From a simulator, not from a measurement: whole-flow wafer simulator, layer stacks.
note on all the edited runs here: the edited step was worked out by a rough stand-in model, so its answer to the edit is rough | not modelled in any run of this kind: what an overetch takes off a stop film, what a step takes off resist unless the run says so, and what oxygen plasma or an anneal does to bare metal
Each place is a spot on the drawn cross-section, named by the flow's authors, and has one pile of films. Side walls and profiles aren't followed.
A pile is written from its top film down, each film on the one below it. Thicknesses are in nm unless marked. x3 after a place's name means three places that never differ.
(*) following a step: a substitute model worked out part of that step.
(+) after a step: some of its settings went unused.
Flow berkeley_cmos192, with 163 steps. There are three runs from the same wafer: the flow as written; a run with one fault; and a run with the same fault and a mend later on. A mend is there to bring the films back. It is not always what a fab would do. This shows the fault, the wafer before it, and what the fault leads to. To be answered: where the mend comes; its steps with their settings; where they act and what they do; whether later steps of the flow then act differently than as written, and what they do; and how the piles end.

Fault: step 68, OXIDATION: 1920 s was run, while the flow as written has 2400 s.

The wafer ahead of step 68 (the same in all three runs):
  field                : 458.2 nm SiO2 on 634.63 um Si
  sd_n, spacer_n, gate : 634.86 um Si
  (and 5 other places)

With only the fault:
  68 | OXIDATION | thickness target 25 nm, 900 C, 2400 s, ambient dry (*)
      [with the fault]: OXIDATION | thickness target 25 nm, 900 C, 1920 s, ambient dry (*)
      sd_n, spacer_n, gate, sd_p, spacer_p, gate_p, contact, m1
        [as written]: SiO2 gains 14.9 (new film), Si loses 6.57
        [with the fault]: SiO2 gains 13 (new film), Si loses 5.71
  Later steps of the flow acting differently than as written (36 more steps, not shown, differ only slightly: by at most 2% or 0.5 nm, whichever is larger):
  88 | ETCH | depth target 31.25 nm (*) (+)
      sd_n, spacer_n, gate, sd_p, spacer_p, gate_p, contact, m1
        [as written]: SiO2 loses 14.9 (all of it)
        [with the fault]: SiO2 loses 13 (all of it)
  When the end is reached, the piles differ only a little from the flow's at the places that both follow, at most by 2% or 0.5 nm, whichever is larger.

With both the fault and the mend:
  After step 68 comes the mend.
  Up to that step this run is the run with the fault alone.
  68a | OXIDATION | thickness target 25 nm, 900 C, 480 s, ambient dry (*) (the flow's step 68, run once more with other settings)
      sd_n, spacer_n, gate, sd_p, spacer_p, gate_p, contact, m1
        SiO2 gains 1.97, Si loses 0.87
      field
        SiO2 gains 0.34, Si loses 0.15
  None of the later steps of the flow acts differently than as written at any place that is followed.
  By the end, the piles equal the flow's at every place that both follow.
